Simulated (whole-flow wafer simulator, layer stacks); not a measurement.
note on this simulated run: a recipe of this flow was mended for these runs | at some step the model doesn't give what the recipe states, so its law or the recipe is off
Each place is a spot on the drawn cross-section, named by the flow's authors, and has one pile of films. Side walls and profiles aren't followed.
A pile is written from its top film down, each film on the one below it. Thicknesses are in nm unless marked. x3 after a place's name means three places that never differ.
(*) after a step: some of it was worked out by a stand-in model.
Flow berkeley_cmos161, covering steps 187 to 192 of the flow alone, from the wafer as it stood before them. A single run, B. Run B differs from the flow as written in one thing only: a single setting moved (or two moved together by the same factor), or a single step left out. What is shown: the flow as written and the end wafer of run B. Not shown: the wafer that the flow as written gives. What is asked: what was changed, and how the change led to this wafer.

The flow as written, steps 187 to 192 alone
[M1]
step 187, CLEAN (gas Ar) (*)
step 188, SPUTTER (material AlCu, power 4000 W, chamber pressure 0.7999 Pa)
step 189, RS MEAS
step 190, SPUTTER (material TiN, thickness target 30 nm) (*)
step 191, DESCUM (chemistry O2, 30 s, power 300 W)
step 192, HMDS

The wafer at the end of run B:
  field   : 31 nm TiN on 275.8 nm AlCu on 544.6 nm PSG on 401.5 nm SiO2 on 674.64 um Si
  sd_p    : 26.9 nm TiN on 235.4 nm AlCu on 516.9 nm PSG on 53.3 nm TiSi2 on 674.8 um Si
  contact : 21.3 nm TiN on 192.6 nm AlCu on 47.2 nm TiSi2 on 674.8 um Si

Cause: step 190, SPUTTER: thickness target 31 nm was run, whereas the flow has thickness target 30 nm.
The wafer lets one read it off: field has TiN 31, and step 190 as written asks for 30 nm.

How this came from the change, step by step:
  step 190, SPUTTER (material TiN, thickness target 30 nm) (*)
      field, sd_n, spacer_n, gate_n, spacer_p, gate_p, m1: TiN gains 31 (new film) (as written it would have been: TiN gains 30 (new film))
      sd_p: TiN gains 26.9 (new film) (as written it would have been: TiN gains 26.1 (new film))
      (and at 1 other place as well)
